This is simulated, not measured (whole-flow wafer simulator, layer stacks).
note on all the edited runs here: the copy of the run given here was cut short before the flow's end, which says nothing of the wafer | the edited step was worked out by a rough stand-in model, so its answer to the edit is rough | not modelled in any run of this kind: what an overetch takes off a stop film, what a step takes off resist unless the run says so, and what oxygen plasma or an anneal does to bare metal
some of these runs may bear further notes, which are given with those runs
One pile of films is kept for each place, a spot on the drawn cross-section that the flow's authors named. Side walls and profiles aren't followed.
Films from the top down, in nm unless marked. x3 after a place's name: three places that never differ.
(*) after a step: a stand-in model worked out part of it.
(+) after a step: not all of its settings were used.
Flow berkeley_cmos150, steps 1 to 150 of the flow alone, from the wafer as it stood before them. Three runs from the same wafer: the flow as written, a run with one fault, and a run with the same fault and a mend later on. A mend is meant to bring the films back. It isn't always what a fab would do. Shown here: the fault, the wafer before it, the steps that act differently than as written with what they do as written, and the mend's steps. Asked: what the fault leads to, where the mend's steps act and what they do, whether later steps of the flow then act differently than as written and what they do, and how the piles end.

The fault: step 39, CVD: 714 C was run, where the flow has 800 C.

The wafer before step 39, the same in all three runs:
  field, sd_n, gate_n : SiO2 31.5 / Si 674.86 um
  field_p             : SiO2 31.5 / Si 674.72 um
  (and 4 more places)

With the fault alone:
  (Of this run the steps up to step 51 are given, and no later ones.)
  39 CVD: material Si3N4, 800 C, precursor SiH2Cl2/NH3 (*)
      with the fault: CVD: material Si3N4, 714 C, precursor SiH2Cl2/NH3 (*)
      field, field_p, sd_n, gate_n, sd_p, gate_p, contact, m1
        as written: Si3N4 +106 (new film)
        with the fault: Si3N4 +28.4 (new film)
  Later steps of the flow that act differently than as written:
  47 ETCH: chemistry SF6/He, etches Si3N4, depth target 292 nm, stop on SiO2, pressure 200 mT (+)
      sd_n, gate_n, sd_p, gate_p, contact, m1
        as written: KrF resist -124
        with the fault: KrF resist -39.5
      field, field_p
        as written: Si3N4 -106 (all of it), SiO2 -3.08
        with the fault: Si3N4 -28.4 (all of it), SiO2 -3.08
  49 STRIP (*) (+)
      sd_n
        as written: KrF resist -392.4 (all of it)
        with the fault: KrF resist -476.8 (all of it)
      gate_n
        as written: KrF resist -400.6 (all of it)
        with the fault: KrF resist -485.1 (all of it)
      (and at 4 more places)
  After step 51 the piles differ from the flow's by more than 2% or 0.5 nm, whichever is larger, at sd_n, gate_n, sd_p, gate_p, contact, m1.
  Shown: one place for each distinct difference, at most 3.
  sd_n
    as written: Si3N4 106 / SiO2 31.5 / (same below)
    with the fault: Si3N4 28.4 / SiO2 31.5 / (same below)

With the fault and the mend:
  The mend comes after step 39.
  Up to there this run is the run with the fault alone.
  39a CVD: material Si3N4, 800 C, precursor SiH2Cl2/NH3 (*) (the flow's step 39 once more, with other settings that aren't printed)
      field, field_p, sd_n, gate_n, sd_p, gate_p, contact, m1
        Si3N4 +77.7
  No later step of the flow acts differently than as written, at any place that is followed, by more than 2% or 0.5 nm, whichever is larger.
  At the end the piles are the same as the flow's at every place that both follow.
